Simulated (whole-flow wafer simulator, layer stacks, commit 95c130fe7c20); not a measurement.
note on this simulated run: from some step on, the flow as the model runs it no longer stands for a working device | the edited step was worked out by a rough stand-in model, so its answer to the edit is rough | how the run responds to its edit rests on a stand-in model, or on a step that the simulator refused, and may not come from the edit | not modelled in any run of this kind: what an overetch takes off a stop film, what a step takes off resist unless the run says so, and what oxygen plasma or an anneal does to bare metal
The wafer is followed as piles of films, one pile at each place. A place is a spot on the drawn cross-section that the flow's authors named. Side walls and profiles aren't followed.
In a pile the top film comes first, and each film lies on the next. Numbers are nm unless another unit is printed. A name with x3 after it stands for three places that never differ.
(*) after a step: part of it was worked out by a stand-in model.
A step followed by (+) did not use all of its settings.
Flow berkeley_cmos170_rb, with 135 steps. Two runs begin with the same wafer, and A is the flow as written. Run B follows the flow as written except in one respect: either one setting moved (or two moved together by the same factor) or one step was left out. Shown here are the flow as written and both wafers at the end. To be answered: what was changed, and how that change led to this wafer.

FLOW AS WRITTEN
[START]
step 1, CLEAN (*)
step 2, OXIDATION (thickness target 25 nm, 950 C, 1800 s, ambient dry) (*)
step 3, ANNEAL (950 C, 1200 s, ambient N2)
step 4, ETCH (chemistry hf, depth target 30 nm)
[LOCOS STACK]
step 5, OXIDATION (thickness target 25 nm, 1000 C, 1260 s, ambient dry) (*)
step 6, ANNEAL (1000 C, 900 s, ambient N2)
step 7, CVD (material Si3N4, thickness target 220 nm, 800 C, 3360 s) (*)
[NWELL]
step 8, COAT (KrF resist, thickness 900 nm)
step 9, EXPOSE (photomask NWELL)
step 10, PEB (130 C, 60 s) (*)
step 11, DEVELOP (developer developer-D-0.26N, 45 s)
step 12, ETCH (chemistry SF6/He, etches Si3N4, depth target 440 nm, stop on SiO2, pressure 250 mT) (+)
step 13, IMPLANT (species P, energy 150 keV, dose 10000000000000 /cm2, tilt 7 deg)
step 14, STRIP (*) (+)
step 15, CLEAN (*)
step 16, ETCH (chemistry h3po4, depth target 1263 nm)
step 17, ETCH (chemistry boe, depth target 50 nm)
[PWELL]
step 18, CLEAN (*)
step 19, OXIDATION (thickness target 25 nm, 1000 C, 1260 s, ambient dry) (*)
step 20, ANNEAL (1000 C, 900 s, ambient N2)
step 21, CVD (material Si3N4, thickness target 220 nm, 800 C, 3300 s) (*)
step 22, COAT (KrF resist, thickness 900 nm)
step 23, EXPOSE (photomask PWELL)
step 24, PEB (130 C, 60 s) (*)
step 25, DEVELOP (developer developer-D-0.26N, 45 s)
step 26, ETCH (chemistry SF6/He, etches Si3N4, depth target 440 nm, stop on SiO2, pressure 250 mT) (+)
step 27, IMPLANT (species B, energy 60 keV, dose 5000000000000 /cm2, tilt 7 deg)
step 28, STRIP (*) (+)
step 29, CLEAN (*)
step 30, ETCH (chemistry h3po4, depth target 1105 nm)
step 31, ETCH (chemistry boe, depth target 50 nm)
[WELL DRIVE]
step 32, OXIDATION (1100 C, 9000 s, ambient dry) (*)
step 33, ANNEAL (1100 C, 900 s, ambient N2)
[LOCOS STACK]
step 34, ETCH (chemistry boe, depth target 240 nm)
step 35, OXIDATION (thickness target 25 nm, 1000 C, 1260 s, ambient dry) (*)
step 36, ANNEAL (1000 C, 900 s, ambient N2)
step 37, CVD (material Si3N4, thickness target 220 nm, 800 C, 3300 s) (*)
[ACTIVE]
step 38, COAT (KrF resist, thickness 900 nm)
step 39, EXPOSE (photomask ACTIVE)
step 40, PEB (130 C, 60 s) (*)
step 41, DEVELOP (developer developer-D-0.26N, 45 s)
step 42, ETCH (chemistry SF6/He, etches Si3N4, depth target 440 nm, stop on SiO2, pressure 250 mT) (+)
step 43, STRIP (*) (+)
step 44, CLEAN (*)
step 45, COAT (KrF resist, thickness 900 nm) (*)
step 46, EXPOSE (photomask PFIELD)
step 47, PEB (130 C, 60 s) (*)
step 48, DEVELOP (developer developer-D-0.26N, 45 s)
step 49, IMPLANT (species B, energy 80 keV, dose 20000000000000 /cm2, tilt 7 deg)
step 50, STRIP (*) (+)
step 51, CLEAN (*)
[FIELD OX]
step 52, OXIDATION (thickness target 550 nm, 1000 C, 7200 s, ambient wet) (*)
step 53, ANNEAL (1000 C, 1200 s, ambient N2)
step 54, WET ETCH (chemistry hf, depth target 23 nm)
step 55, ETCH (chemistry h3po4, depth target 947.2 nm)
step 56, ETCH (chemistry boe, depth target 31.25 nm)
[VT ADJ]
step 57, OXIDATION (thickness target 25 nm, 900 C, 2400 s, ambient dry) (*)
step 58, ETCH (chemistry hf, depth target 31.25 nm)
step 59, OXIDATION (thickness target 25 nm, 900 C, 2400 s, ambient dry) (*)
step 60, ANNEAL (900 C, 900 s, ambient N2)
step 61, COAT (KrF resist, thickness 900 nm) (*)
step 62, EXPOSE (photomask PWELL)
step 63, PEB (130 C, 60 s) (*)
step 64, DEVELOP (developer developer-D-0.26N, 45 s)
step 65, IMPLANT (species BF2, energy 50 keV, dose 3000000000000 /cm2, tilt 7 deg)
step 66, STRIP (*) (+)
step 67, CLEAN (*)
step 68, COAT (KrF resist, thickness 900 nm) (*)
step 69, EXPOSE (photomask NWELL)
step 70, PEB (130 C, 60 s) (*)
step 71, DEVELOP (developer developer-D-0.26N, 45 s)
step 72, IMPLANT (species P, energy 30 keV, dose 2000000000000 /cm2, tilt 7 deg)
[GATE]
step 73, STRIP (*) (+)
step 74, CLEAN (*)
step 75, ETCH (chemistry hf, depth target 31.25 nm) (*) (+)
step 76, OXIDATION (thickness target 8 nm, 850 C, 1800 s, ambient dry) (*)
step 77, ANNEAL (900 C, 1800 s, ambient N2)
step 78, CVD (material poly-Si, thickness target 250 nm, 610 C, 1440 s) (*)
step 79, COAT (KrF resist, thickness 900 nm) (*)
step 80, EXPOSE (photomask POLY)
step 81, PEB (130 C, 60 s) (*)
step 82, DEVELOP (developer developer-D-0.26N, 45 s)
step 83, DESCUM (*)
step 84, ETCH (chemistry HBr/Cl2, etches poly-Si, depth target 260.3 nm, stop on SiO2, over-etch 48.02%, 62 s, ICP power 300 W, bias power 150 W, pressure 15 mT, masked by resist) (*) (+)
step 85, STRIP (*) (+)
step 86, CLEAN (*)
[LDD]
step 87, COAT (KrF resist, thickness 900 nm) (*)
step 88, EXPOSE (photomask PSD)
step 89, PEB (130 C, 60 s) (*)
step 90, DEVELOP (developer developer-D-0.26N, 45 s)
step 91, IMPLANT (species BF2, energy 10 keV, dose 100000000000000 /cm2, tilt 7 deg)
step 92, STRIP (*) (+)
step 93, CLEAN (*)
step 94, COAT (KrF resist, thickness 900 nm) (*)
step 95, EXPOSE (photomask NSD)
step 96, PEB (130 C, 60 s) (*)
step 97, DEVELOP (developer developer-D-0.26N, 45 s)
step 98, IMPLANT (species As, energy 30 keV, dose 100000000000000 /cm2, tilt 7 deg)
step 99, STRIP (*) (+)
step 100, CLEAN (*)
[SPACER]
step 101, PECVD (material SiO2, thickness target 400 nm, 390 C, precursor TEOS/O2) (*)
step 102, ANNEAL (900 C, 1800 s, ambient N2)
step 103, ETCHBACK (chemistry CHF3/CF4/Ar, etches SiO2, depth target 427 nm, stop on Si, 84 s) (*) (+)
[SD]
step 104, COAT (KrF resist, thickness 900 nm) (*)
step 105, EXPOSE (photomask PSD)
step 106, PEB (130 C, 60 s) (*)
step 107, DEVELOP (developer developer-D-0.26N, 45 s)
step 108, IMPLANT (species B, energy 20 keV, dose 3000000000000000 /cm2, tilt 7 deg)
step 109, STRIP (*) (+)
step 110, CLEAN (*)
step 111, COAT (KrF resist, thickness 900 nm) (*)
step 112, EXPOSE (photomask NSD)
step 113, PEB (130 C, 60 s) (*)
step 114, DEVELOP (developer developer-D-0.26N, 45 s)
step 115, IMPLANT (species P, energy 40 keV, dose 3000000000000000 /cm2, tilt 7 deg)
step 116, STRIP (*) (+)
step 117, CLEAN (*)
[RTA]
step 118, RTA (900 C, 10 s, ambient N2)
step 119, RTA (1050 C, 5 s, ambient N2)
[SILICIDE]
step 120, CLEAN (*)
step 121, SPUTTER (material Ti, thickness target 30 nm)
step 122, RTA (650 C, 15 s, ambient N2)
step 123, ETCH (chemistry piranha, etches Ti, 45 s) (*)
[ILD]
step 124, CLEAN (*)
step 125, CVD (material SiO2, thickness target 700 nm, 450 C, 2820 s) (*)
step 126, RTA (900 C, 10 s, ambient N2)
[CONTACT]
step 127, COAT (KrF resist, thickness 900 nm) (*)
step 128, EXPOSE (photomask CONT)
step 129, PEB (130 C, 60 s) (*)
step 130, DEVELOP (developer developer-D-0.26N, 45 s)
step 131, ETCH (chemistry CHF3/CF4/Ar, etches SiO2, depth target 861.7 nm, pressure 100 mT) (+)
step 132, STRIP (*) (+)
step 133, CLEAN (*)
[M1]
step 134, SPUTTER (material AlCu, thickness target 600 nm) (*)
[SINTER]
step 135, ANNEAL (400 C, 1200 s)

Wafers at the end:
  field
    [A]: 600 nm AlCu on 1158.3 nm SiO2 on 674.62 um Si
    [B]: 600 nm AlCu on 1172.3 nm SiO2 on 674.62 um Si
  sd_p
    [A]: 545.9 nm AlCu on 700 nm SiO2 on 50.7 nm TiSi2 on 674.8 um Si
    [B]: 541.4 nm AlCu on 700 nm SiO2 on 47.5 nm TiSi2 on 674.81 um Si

The reason: step 75, ETCH: depth target 17.22 nm was run, whereas the flow has depth target 31.25 nm.

Step by step, how the change led to this:
  step 75, ETCH (chemistry hf, depth target 31.25 nm) (*) (+)
      field: A SiO2 loses 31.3 | B SiO2 loses 17.2
  step 121, SPUTTER (material Ti, thickness target 30 nm)
      sd_p: A Ti gains 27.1 (new film) | B Ti gains 25.4 (new film)
  step 122, RTA (650 C, 15 s, ambient N2)
      sd_p: A Ti loses 21.1, TiSi first gains 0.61 (new film), TiSi2 C49 gains 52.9 (new film), Si loses 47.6 | B Ti loses 19.8, TiSi2 C49 gains 50.5 (new film), Si loses 45
  step 126, RTA (900 C, 10 s, ambient N2)
      sd_p: A under 1 film: TiSi2 gains 50.7 (new film), TiSi first loses 0.61 (all of it), TiSi2 C49 loses 52.9 (all of it), Si loses 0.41 | B under 1 film: TiSi2 gains 47.5 (new film), TiSi2 C49 loses 50.5 (all of it)
